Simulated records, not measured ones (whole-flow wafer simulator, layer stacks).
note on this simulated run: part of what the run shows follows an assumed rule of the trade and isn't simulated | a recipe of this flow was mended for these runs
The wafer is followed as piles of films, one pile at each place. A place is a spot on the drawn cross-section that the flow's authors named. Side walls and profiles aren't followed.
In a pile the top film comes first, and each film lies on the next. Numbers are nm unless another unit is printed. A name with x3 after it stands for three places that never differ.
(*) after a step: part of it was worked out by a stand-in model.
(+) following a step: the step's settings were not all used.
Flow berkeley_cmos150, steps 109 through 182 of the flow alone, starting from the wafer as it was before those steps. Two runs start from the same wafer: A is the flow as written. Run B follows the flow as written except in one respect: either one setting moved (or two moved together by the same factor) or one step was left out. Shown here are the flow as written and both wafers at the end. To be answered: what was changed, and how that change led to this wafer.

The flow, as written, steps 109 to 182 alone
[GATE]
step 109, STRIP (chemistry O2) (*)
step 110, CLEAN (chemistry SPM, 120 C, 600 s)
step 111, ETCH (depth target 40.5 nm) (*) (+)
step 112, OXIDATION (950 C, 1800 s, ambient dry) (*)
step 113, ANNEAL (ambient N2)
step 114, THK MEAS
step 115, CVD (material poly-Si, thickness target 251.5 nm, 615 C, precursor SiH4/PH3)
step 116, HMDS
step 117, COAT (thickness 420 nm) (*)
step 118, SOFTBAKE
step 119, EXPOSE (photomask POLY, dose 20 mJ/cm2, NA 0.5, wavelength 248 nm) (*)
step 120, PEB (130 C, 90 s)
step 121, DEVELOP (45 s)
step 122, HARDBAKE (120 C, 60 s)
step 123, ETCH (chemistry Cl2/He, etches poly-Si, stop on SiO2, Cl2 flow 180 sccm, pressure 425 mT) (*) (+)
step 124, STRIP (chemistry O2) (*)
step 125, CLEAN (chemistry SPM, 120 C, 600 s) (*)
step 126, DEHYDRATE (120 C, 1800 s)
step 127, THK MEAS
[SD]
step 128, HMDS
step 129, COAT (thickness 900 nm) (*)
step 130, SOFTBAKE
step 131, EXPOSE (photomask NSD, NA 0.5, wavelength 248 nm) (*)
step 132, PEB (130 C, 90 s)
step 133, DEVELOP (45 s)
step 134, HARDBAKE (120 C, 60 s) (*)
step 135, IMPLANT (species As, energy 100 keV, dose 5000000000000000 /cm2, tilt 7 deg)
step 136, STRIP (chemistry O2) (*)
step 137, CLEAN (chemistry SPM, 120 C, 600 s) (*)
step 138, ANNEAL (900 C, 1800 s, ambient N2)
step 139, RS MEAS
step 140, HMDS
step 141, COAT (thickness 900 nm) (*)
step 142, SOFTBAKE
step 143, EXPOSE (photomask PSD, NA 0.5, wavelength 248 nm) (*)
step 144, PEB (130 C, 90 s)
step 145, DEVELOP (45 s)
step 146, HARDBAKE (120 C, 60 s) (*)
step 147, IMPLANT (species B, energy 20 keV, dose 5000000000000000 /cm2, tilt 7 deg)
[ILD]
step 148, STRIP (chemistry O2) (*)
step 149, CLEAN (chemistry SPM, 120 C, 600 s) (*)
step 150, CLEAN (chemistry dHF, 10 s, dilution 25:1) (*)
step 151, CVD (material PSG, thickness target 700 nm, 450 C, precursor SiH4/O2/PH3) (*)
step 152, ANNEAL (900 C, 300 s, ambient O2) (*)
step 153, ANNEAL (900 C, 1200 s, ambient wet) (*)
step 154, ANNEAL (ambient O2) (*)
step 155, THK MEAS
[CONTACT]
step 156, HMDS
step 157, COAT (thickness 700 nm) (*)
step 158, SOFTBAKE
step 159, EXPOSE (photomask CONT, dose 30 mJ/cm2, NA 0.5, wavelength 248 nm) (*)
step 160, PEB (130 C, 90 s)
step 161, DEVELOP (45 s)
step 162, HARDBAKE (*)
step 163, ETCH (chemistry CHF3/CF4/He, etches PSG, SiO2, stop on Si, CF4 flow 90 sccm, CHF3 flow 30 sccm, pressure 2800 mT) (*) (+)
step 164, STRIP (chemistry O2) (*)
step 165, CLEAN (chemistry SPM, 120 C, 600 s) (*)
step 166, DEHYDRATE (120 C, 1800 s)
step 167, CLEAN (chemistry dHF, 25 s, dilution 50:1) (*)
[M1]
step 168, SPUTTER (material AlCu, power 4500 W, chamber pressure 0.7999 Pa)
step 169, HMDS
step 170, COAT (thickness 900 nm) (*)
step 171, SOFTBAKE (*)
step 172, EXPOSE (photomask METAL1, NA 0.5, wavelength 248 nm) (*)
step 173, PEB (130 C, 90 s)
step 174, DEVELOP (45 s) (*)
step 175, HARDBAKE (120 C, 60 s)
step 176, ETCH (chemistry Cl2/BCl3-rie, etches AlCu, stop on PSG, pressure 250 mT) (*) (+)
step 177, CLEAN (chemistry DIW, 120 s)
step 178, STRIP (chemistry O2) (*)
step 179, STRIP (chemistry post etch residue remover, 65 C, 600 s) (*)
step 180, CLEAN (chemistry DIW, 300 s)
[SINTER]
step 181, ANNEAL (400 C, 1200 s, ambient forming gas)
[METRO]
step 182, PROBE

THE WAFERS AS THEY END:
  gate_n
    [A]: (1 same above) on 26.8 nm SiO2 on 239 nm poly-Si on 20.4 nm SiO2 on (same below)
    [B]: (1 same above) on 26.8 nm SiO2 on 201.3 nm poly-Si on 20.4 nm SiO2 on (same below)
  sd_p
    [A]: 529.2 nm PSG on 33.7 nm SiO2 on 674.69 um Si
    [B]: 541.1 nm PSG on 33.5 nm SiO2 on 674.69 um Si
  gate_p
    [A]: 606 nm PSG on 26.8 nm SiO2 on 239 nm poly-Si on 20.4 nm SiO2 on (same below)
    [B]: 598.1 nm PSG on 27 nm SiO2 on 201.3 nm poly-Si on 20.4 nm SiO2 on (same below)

Cause: step 115, CVD: thickness target 213.8 nm was run, while the flow as written has thickness target 251.5 nm.

How this came from the change, step by step:
  step 115, CVD (material poly-Si, thickness target 251.5 nm, 615 C, precursor SiH4/PH3)
      field, field_p, sd_n, gate_n, sd_p, gate_p, contact, m1: A poly-Si gains 251.5 (new film) | B poly-Si gains 213.8 (new film)
  step 123, ETCH (chemistry Cl2/He, etches poly-Si, stop on SiO2, Cl2 flow 180 sccm, pressure 425 mT) (*) (+)
      field, field_p, sd_n, sd_p, contact, m1: A poly-Si loses 251.5 (all of it), SiO2 loses 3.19 | B poly-Si loses 213.8 (all of it), SiO2 loses 3.19
      gate_n, gate_p: A KrF-resist loses 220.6 | B KrF-resist loses 193.7
  step 124, STRIP (chemistry O2) (*)
      gate_n: A chemical SiO2 gains 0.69 (new film), KrF-resist loses 176.1 (all of it), poly-Si loses 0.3 | B chemical SiO2 gains 0.68 (new film), KrF-resist loses 202 (all of it), poly-Si loses 0.3
      gate_p: A chemical SiO2 gains 0.69 (new film), KrF-resist loses 213.2 (all of it), poly-Si loses 0.3 | B chemical SiO2 gains 0.68 (new film), KrF-resist loses 238.9 (all of it), poly-Si loses 0.3
  step 129, COAT (thickness 900 nm) (*)
      gate_n: A thick-KrF-resist gains 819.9 (new film) | B thick-KrF-resist gains 845.4 (new film)
      gate_p: A thick-KrF-resist gains 888.9 (new film) | B thick-KrF-resist gains 915 (new film)
  step 133, DEVELOP (45 s)
      gate_n: A thick-KrF-resist loses 818.1 (all of it) | B thick-KrF-resist loses 843.4 (all of it)
  step 136, STRIP (chemistry O2) (*)
      gate_p: A thick-KrF-resist loses 873.6 (all of it), chemical SiO2 gains 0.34, poly-Si loses 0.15 | B thick-KrF-resist loses 899.6 (all of it), chemical SiO2 gains 0.34, poly-Si loses 0.15
  step 141, COAT (thickness 900 nm) (*)
      gate_n: A thick-KrF-resist gains 819.7 (new film) | B thick-KrF-resist gains 845.1 (new film)
      gate_p: A thick-KrF-resist gains 888.8 (new film) | B thick-KrF-resist gains 914.9 (new film)
  step 145, DEVELOP (45 s)
      gate_p: A thick-KrF-resist loses 886.7 (all of it) | B thick-KrF-resist loses 912.7 (all of it)
  step 148, STRIP (chemistry O2) (*)
      gate_n: A thick-KrF-resist loses 804.5 (all of it), chemical SiO2 gains 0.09, poly-Si loses 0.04 | B thick-KrF-resist loses 829.9 (all of it), chemical SiO2 gains 0.09, poly-Si loses 0.04
  step 157, COAT (thickness 700 nm) (*)
      gate_n: A KrF-resist gains 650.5 (new film) | B KrF-resist gains 667.1 (new film)
      sd_p: A KrF-resist gains 1000.3 (new film) | B KrF-resist gains 977 (new film)
      (also at 1 further place)
  step 164, STRIP (chemistry O2) (*)
      gate_n: A KrF-resist loses 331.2 (all of it) | B KrF-resist loses 347.8 (all of it)
      sd_p: A KrF-resist loses 680 (all of it) | B KrF-resist loses 656.8 (all of it)
      (also at 1 further place)
  step 168, SPUTTER (material AlCu, power 4500 W, chamber pressure 0.7999 Pa)
      sd_p: A AlCu gains 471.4 (new film) | B AlCu gains 500.2 (new film)
  step 170, COAT (thickness 900 nm) (*)
      gate_n: A thick-KrF-resist gains 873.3 (new film) | B thick-KrF-resist gains 895.6 (new film)
      sd_p: A thick-KrF-resist gains 1400.4 (new film) | B thick-KrF-resist gains 1351.3 (new film)
      (also at 1 further place)
  step 174, DEVELOP (45 s) (*)
      gate_n: A thick-KrF-resist loses 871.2 (all of it), AlCu loses 10 | B thick-KrF-resist loses 893.5 (all of it), AlCu loses 10
      sd_p: A thick-KrF-resist loses 1396.9 (all of it), AlCu loses 10 | B thick-KrF-resist loses 1347.9 (all of it), AlCu loses 10
      (also at 1 further place)
  step 176, ETCH (chemistry Cl2/BCl3-rie, etches AlCu, stop on PSG, pressure 250 mT) (*) (+)
      sd_p: A AlCu loses 461.4 (all of it), PSG loses 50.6 | B AlCu loses 490.2 (all of it), PSG loses 47
      gate_p: A AlCu loses 616.1 (all of it), PSG loses 31.2 | B AlCu loses 609.5 (all of it), PSG loses 32.1
